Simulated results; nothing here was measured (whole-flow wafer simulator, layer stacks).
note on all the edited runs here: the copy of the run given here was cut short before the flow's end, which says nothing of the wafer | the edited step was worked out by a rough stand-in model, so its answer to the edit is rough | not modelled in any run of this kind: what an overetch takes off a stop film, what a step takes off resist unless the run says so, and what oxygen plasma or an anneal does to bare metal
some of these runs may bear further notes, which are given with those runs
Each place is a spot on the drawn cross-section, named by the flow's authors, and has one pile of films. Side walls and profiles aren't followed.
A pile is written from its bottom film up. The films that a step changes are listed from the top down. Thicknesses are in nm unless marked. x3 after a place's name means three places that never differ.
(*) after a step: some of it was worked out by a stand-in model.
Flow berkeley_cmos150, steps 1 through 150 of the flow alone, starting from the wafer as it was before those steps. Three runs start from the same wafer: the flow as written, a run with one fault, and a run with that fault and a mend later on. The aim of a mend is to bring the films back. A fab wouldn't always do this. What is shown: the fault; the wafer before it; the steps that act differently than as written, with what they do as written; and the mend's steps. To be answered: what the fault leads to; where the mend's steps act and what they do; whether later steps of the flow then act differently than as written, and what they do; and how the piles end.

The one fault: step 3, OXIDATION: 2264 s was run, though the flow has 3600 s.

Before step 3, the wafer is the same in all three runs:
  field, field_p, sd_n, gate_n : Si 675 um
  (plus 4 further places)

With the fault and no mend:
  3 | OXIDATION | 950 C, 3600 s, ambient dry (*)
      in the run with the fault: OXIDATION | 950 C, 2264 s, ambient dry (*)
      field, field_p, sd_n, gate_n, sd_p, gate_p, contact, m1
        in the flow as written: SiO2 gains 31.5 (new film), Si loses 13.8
        in the run with the fault: SiO2 gains 23.5 (new film), Si loses 10.3
  Steps later in the flow that act otherwise than as written (34 other steps are not shown; they differ only slightly, by no more than 2% or 0.5 nm, whichever is larger):
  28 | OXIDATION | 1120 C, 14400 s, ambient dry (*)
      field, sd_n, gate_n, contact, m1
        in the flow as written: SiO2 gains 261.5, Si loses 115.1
        in the run with the fault: SiO2 gains 268, Si loses 117.9
  When the end is reached, the piles differ only a little from the flow's at the places that both follow, at most by 2% or 0.5 nm, whichever is larger.

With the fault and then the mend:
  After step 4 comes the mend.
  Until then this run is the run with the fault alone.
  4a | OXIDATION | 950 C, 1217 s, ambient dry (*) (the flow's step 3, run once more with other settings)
      field, field_p, sd_n, gate_n, sd_p, gate_p, contact, m1
        SiO2 gains 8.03, Si loses 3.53
  Every later step of the flow that is run acts as written, at every place that is followed, to within 2% or 0.5 nm, whichever is larger.
  At every place that both follow, the piles at the end match the flow's.
